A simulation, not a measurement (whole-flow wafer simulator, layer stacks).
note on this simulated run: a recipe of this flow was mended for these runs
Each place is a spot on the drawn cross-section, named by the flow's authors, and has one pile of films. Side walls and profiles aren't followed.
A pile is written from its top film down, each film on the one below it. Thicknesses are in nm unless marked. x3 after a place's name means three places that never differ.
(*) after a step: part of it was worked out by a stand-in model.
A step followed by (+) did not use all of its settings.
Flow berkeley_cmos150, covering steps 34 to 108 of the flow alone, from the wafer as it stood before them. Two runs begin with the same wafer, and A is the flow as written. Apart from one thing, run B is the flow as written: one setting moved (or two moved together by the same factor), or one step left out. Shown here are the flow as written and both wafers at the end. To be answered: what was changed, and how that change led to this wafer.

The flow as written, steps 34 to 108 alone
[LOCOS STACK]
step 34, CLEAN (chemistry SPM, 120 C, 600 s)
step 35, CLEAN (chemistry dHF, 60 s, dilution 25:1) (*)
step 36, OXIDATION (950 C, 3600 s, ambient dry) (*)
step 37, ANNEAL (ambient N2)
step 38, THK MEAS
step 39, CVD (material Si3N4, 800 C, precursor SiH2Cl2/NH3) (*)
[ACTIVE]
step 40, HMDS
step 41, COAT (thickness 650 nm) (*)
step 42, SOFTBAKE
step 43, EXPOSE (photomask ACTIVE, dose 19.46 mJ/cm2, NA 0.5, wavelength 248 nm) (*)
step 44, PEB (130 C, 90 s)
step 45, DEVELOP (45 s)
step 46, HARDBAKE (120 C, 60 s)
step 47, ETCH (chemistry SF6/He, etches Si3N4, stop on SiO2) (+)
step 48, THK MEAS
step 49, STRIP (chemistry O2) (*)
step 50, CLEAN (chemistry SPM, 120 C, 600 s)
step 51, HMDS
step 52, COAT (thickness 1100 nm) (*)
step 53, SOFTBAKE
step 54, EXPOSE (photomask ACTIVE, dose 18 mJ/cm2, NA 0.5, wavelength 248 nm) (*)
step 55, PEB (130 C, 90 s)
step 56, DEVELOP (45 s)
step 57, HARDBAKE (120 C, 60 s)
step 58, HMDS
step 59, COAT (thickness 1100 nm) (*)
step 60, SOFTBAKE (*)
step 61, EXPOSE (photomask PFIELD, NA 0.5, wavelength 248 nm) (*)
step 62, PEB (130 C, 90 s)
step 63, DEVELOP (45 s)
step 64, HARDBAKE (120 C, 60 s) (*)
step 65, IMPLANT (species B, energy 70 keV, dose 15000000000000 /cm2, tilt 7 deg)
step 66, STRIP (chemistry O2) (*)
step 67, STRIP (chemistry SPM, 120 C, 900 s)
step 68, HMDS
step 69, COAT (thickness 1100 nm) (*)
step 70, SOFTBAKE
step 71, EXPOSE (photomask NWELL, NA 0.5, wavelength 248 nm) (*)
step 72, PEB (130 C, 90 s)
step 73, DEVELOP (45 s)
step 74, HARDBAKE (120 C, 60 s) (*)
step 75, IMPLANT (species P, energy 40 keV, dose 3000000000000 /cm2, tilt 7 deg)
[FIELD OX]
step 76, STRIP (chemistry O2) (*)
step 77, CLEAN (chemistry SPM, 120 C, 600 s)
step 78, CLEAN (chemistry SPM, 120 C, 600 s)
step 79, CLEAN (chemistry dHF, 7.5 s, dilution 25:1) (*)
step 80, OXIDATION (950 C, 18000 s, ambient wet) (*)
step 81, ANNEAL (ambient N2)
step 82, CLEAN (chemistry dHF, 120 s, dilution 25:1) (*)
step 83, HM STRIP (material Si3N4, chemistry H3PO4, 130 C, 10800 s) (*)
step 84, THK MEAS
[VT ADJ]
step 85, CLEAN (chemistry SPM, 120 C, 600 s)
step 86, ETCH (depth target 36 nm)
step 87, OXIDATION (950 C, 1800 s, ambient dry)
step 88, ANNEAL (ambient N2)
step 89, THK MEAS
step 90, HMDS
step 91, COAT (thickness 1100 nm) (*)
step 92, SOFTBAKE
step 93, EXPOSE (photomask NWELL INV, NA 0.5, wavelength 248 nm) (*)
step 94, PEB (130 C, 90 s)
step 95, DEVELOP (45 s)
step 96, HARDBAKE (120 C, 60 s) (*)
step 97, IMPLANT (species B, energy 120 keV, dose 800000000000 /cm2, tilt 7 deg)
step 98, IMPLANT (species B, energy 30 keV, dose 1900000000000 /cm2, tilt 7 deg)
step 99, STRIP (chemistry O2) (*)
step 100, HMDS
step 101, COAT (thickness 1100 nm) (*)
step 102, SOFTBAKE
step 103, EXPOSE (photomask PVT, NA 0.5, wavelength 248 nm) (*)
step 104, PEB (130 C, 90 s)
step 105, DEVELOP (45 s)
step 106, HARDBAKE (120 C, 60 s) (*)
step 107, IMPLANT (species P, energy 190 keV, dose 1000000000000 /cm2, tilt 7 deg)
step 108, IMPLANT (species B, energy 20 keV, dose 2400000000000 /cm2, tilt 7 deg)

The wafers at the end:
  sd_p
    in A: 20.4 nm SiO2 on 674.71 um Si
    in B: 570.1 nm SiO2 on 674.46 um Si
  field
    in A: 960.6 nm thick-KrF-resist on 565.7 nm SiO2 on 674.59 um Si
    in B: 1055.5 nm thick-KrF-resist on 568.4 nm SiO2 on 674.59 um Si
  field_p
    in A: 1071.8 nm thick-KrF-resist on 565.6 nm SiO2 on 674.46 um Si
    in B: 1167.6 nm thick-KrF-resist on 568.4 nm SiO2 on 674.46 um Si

What caused this: step 39, CVD: 560 C was run, whereas the flow has 800 C.

The path from the change to this, step by step:
  step 39, CVD (material Si3N4, 800 C, precursor SiH2Cl2/NH3) (*)
      field, field_p, sd_n, gate_n, sd_p, gate_p, contact, m1: A +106 Si3N4 (new film) | B +0.55 Si3N4 (new film)
  step 47, ETCH (chemistry SF6/He, etches Si3N4, stop on SiO2) (+)
      sd_n, gate_n, sd_p, gate_p, contact, m1: A -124 KrF-resist | B -9.29 KrF-resist
      field, field_p: A -106 Si3N4 (all of it), -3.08 SiO2 | B -0.55 Si3N4 (all of it), -3.08 SiO2
  step 49, STRIP (chemistry O2) (*)
      sd_n: A -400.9 KrF-resist (all of it) | B -515.5 KrF-resist (all of it)
      gate_n: A -409.3 KrF-resist (all of it) | B -523.9 KrF-resist (all of it)
      (also at 4 further places)
  step 52, COAT (thickness 1100 nm) (*)
      field_p: A +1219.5 thick-KrF-resist (new film) | B +1184.1 thick-KrF-resist (new film)
      sd_n: A +1019.1 thick-KrF-resist (new film) | B +1079.8 thick-KrF-resist (new film)
      (also at 5 further places)
  step 56, DEVELOP (45 s)
      field_p: A -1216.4 thick-KrF-resist (all of it) | B -1181.1 thick-KrF-resist (all of it)
  step 57, HARDBAKE (120 C, 60 s)
      sd_n: A -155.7 thick-KrF-resist | B -164.9 thick-KrF-resist
      gate_n: A -158.8 thick-KrF-resist | B -166.3 thick-KrF-resist
      (also at 4 further places)
  step 59, COAT (thickness 1100 nm) (*)
      sd_n: A +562 thick-KrF-resist | B +586.8 thick-KrF-resist
      gate_n: A +669.9 thick-KrF-resist | B +696.7 thick-KrF-resist
      (also at 4 further places)
  step 66, STRIP (chemistry O2) (*)
      sd_n: A -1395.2 thick-KrF-resist (all of it) | B -1471.1 thick-KrF-resist (all of it)
      gate_n: A -1520.2 thick-KrF-resist (all of it) | B -1588.1 thick-KrF-resist (all of it)
      (also at 4 further places)
  step 69, COAT (thickness 1100 nm) (*)
      field_p: A +1219.5 thick-KrF-resist (new film) | B +1184.1 thick-KrF-resist (new film)
      sd_n: A +1019.1 thick-KrF-resist (new film) | B +1079.8 thick-KrF-resist (new film)
      (also at 5 further places)
  step 73, DEVELOP (45 s)
      field_p: A -1216.4 thick-KrF-resist (all of it) | B -1181.1 thick-KrF-resist (all of it)
      sd_p: A -1108.9 thick-KrF-resist (all of it) | B -1163.1 thick-KrF-resist (all of it)
      (also at 1 further place)
  step 76, STRIP (chemistry O2) (*)
      sd_n: A -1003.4 thick-KrF-resist (all of it) | B -1063.9 thick-KrF-resist (all of it)
      gate_n: A -1023.9 thick-KrF-resist (all of it) | B -1072.5 thick-KrF-resist (all of it)
      (also at 2 further places)
  step 79, CLEAN (chemistry dHF, 7.5 s, dilution 25:1) (*)
      sd_n, gate_n, contact, m1: A -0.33 Si3N4 | B -0.55 Si3N4 (all of it)
      sd_p, gate_p: A -0.53 Si3N4 | B -0.55 Si3N4 (all of it)
  step 80, OXIDATION (950 C, 18000 s, ambient wet) (*)
      gate_n, sd_p, gate_p, contact, m1: A +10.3 SiO2 (new film), -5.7 Si3N4 | B +595.3 SiO2, -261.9 Si
      sd_n: A +10.3 SiO2 (new film), -5.7 Si3N4, +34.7 SiO2, -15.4 Si | B +595.3 SiO2, -261.9 Si
  step 82, CLEAN (chemistry dHF, 120 s, dilution 25:1) (*)
      sd_n, gate_n, sd_p, gate_p, contact, m1: A -10.3 SiO2 (all of it), -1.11 Si3N4 | B -23 SiO2
  step 83, HM STRIP (material Si3N4, chemistry H3PO4, 130 C, 10800 s) (*)
      sd_n, gate_n, contact, m1: A -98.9 Si3N4 (all of it), -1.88 SiO2 | B nothing
      field, field_p: A -2.72 SiO2 | B nothing
      (also at 2 further places)
  step 86, ETCH (depth target 36 nm)
      gate_n, sd_p, gate_p, contact, m1: A -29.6 SiO2 (all of it) | B -36 SiO2
  ... 5 further steps ...
  step 105, DEVELOP (45 s)
      sd_p: A -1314 thick-KrF-resist (all of it) | B -1163.4 thick-KrF-resist (all of it)
      gate_p: A -1288.3 thick-KrF-resist (all of it) | B -1160.3 thick-KrF-resist (all of it)
